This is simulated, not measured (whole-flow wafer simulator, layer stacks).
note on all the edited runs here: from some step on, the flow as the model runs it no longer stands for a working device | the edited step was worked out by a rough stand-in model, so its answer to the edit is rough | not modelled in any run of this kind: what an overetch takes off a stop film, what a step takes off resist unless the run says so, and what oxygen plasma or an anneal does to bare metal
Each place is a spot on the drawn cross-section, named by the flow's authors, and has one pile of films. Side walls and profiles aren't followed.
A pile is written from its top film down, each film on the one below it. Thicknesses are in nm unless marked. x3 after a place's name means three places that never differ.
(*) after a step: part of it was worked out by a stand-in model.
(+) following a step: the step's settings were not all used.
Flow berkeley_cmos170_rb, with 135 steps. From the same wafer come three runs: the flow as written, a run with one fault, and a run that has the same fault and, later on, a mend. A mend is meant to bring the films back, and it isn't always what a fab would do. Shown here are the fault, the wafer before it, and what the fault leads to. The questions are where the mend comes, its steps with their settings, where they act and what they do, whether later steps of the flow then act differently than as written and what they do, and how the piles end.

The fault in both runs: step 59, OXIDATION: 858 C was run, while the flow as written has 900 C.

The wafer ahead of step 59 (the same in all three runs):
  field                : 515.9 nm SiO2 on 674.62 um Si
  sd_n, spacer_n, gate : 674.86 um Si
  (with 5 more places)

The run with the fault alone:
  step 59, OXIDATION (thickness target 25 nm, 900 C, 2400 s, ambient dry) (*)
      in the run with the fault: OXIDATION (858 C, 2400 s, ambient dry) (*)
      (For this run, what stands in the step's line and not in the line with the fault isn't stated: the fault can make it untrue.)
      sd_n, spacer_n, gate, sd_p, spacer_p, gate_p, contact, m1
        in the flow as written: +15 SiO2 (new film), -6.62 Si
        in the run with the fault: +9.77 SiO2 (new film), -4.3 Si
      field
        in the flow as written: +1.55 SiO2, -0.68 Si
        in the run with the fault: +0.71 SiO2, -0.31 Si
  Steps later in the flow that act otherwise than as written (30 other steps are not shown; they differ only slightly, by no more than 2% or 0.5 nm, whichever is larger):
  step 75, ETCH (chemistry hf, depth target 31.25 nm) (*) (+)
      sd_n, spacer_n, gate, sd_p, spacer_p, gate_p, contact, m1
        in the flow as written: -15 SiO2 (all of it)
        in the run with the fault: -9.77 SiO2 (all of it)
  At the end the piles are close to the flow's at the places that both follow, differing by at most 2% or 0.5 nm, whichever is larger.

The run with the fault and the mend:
  The mend follows step 60.
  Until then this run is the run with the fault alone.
  step 60a, OXIDATION (900 C, 1174 s, ambient dry) (*) (a further turn of the flow's step 59, with different settings)
      sd_n, spacer_n, gate, sd_p, spacer_p, gate_p, contact, m1
        +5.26 SiO2, -2.32 Si
      field
        +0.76 SiO2, -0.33 Si
  Later steps of the flow that are run all act as written at every place that is followed, up to a difference of at most 2% or 0.5 nm, whichever is larger.
  At the end the piles are close to the flow's at the places that both follow, differing by at most 2% or 0.5 nm, whichever is larger.
